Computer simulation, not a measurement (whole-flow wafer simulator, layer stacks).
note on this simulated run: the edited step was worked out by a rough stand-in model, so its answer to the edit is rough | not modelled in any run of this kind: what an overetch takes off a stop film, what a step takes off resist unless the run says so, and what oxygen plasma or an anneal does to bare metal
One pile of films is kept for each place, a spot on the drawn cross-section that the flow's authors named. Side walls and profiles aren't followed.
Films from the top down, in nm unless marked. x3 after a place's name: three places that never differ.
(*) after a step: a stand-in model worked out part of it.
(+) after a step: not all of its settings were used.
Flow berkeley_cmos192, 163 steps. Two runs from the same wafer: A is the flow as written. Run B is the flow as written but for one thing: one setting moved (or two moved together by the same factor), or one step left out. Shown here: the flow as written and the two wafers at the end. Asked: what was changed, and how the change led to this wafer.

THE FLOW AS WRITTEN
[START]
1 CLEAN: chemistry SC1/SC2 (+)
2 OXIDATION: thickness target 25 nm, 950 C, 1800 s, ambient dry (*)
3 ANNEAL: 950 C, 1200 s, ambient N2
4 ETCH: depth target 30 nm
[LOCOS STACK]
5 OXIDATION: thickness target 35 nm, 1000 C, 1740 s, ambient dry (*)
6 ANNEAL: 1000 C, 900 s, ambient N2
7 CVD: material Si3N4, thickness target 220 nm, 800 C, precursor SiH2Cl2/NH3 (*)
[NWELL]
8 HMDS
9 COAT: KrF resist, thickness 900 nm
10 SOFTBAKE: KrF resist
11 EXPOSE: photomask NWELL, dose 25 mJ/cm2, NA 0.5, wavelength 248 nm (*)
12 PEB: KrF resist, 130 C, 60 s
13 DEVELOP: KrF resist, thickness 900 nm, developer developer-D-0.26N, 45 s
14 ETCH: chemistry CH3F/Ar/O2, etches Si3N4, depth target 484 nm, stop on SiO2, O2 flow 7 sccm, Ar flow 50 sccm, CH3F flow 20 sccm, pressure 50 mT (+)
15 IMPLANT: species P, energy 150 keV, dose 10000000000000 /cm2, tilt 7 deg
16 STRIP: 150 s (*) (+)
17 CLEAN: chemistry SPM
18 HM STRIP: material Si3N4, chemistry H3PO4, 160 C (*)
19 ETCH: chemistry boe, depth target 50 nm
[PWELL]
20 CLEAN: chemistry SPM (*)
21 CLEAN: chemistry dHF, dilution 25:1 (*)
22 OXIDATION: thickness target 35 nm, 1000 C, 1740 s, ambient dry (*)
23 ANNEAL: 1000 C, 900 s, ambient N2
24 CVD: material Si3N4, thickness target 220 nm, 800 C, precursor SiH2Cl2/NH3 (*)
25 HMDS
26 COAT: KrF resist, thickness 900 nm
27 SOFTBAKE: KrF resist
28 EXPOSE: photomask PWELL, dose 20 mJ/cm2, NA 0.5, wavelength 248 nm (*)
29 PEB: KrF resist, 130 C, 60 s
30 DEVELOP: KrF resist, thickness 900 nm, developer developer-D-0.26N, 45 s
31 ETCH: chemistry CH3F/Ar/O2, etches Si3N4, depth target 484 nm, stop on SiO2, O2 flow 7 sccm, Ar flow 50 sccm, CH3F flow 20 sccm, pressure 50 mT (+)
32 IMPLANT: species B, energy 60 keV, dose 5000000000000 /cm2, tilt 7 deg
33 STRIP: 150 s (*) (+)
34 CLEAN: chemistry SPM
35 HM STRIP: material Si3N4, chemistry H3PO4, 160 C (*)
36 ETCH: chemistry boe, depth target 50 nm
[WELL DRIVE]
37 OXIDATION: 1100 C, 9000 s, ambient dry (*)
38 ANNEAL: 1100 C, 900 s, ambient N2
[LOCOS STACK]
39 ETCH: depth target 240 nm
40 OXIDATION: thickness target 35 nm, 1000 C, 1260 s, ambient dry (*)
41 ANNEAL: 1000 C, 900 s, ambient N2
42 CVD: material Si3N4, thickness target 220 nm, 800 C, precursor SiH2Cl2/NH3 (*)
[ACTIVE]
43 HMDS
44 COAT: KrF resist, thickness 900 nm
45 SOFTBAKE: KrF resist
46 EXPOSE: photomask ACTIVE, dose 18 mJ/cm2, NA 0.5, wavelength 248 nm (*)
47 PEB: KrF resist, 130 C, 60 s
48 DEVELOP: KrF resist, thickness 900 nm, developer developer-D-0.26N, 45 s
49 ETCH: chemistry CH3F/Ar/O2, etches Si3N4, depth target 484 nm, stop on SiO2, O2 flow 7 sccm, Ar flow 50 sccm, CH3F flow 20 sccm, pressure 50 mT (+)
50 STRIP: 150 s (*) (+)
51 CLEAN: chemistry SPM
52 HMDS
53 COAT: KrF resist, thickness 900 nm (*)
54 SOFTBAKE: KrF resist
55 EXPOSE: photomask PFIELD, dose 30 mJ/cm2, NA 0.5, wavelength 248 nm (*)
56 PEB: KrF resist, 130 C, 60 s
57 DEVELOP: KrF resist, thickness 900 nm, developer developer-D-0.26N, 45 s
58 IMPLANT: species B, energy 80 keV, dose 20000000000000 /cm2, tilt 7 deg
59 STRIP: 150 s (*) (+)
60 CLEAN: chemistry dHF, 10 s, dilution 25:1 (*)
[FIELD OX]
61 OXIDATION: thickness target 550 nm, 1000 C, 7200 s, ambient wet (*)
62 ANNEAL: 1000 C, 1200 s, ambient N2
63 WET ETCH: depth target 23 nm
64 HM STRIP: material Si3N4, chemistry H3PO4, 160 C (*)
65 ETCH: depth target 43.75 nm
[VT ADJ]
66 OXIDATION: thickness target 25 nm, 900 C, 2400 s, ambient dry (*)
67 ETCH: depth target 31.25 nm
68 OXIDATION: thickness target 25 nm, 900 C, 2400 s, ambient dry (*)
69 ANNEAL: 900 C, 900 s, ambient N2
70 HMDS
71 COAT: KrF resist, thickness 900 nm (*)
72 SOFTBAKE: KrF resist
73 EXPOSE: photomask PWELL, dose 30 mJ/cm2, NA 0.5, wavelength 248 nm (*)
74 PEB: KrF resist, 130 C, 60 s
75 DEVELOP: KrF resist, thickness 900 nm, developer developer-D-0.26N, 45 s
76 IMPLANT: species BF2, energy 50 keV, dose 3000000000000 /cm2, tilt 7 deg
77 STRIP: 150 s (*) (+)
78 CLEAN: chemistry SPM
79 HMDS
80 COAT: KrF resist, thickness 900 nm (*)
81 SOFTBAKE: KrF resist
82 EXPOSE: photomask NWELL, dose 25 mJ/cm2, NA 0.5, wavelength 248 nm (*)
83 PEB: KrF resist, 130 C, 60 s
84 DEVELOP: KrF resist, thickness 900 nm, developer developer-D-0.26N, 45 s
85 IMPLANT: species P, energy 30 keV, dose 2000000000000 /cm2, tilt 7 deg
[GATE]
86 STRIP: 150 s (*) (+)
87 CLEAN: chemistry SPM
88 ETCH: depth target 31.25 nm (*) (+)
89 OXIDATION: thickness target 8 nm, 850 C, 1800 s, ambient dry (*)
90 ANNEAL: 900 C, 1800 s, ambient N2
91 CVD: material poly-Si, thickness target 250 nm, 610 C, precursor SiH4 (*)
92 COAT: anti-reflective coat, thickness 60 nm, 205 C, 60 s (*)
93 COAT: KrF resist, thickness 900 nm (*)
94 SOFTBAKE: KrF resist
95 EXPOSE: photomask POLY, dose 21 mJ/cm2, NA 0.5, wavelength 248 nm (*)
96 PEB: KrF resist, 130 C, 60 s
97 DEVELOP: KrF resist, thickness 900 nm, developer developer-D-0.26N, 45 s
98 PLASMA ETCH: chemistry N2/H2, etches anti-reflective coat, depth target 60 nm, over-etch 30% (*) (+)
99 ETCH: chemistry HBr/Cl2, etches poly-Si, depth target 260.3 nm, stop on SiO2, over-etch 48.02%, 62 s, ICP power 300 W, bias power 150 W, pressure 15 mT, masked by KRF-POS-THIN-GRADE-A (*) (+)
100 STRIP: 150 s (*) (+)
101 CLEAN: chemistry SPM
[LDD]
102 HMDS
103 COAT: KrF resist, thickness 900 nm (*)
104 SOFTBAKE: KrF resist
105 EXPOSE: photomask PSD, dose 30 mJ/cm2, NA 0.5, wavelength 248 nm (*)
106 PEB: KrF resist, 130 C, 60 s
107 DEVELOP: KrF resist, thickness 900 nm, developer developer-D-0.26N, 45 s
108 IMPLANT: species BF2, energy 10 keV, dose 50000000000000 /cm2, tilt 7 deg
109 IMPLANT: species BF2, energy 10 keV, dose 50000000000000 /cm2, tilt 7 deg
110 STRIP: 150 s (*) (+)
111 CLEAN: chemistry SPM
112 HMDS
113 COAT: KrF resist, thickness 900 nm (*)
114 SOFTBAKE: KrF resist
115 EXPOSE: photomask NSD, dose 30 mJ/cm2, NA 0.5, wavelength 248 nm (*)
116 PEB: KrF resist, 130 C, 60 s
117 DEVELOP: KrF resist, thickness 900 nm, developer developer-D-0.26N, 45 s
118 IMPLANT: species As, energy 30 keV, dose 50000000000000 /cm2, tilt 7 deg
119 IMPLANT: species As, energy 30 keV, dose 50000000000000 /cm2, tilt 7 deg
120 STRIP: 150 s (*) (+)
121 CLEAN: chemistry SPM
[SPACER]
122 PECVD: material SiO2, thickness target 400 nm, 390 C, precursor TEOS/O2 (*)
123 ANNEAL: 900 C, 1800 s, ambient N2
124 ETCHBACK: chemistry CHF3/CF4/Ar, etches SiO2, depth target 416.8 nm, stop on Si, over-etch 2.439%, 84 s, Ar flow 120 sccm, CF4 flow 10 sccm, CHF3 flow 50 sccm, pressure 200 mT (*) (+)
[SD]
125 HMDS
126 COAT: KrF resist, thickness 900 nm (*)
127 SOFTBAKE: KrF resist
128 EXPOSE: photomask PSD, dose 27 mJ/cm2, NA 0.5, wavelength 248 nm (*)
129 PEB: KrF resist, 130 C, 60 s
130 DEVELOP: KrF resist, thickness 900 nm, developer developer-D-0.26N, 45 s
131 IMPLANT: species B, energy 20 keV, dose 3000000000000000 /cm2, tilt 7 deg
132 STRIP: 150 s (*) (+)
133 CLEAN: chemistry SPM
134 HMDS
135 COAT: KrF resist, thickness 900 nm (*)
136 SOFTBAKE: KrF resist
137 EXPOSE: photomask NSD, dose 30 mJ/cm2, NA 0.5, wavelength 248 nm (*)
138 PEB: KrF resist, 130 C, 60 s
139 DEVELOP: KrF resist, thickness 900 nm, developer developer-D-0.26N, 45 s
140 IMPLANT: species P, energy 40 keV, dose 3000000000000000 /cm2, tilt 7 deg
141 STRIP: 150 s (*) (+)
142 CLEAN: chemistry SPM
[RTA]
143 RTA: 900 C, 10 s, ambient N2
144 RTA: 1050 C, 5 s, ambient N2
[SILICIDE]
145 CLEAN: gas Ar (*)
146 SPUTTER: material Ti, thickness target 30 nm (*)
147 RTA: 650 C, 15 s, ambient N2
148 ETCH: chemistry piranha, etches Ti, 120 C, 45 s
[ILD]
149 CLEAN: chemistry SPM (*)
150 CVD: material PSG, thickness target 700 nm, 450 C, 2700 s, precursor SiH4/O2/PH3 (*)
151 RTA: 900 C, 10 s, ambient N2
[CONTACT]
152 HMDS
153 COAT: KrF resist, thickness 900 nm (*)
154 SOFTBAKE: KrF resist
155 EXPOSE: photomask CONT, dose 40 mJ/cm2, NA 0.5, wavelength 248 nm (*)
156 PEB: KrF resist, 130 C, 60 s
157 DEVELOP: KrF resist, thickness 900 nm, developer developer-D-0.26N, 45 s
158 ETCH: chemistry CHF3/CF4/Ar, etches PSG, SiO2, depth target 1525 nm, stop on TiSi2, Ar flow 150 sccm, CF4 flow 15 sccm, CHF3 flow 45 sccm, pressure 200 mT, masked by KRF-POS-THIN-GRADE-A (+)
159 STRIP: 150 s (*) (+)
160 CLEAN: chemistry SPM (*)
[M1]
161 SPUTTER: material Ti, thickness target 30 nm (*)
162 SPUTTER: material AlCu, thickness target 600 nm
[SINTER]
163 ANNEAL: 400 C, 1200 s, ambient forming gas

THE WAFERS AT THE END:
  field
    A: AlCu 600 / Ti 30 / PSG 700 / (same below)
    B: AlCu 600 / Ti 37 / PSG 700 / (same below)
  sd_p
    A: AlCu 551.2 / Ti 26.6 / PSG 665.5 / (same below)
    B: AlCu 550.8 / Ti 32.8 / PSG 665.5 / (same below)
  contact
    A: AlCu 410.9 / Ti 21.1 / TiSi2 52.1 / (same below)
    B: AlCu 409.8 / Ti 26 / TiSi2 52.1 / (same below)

The cause: step 161, SPUTTER: thickness target 37 nm was run, where the flow has thickness target 30 nm.
It can be read off the wafer: field has Ti 37, and step 161 as written asks for 30 nm.

How the change led to this, step by step:
  161 SPUTTER: material Ti, thickness target 30 nm (*)
      field, sd_n, spacer_n, gate, spacer_p, gate_p, m1: A Ti +30 (new film) | B Ti +37 (new film)
      sd_p: A Ti +26.6 (new film) | B Ti +32.8 (new film)
      (and at 1 more place)
